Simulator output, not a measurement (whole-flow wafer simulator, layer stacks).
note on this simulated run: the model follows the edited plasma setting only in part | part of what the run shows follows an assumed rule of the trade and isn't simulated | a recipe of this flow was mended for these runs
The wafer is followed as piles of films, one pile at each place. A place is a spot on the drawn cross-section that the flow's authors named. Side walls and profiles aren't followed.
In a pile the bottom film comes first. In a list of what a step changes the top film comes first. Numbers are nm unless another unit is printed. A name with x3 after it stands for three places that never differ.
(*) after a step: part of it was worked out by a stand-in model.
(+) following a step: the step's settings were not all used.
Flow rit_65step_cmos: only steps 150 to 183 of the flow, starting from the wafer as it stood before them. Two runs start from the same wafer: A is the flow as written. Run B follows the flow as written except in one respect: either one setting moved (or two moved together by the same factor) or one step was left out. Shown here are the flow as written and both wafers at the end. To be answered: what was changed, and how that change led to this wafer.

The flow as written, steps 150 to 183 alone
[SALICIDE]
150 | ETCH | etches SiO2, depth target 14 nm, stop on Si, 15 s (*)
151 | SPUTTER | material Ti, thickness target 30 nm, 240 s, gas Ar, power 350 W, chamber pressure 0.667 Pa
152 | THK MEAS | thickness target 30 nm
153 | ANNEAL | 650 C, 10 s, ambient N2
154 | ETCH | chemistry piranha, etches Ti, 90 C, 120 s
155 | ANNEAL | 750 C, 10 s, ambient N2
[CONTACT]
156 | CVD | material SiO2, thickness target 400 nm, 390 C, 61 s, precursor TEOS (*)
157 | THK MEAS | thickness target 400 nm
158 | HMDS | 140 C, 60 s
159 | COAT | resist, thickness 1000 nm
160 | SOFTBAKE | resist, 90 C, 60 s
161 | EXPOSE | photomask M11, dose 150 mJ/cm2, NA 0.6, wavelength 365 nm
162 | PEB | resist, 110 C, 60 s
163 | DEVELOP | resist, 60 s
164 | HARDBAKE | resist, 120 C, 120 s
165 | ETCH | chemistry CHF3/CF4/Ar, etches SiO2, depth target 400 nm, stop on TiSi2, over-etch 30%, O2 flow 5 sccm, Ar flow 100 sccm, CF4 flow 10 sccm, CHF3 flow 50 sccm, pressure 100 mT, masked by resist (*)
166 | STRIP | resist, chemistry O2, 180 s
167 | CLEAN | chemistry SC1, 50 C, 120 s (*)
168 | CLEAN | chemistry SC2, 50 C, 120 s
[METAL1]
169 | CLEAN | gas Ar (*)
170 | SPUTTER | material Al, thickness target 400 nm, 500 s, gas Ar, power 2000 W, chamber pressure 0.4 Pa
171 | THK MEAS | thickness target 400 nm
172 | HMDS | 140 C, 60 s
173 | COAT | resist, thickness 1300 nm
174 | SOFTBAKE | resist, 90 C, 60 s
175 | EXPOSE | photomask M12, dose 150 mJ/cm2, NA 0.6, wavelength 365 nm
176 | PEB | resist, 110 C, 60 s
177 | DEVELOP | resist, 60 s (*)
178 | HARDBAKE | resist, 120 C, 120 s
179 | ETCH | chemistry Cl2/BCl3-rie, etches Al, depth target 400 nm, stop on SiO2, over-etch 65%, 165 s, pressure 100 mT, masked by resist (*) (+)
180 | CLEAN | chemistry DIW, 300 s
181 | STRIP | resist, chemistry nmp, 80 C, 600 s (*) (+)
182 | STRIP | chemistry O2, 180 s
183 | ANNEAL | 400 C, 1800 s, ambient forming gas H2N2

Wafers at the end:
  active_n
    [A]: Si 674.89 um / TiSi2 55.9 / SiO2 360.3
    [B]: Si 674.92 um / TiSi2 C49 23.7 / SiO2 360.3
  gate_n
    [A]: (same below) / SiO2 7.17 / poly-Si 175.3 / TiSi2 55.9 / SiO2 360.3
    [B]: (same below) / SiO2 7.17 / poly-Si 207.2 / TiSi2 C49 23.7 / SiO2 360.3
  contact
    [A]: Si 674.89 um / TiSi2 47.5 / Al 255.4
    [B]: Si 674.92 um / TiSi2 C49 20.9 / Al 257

Cause: step 151, SPUTTER: power 140 W was run, whereas the flow has power 350 W.

Step by step, how the change led to this:
  151 | SPUTTER | material Ti, thickness target 30 nm, 240 s, gas Ar, power 350 W, chamber pressure 0.667 Pa
      field, field_pw, field_nw and 11 more: A Ti gains 30 (new film) | B Ti gains 12 (new film)
  153 | ANNEAL | 650 C, 10 s, ambient N2
      active_n, active_p, sd_n, sd_p, contact, m1: A Ti loses 23.4, TiSi first gains 15 (new film), TiSi2 C49 gains 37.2 (new film), Si loses 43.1 | B Ti loses 9.36, TiSi2 C49 gains 23.8 (new film), Si loses 21.2
      gate_n, gate_p: A Ti loses 23.4, TiSi first gains 15 (new film), TiSi2 C49 gains 37.2 (new film), poly-Si loses 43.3 | B Ti loses 9.36, TiSi2 C49 gains 23.8 (new film), poly-Si loses 21.3
  154 | ETCH | chemistry piranha, etches Ti, 90 C, 120 s
      active_n, active_p, gate_n, gate_p, sd_n, sd_p, contact, m1: A Ti loses 6.6 (all of it), TiSi first loses 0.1 | B Ti loses 2.64 (all of it), TiSi2 C49 loses 0.11
      field, field_pw, field_nw, field_p, spacer, spacer_p: A Ti loses 30 (all of it) | B Ti loses 12 (all of it)
  155 | ANNEAL | 750 C, 10 s, ambient N2
      active_n, active_p, sd_n, sd_p, contact, m1: A TiSi2 gains 55.9 (new film), TiSi first loses 14.9 (all of it), TiSi2 C49 loses 37.2 (all of it), Si loses 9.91 | B nothing
      gate_n, gate_p: A TiSi2 gains 55.9 (new film), TiSi first loses 14.9 (all of it), TiSi2 C49 loses 37.2 (all of it), poly-Si loses 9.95 | B nothing
  165 | ETCH | chemistry CHF3/CF4/Ar, etches SiO2, depth target 400 nm, stop on TiSi2, over-etch 30%, O2 flow 5 sccm, Ar flow 100 sccm, CF4 flow 10 sccm, CHF3 flow 50 sccm, pressure 100 mT, masked by resist (*)
      contact: A SiO2 loses 400 (all of it), TiSi2 loses 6 | B SiO2 loses 400 (all of it)
  169 | CLEAN | gas Ar (*)
      contact: A TiSi2 loses 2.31 | B TiSi2 C49 loses 2.44
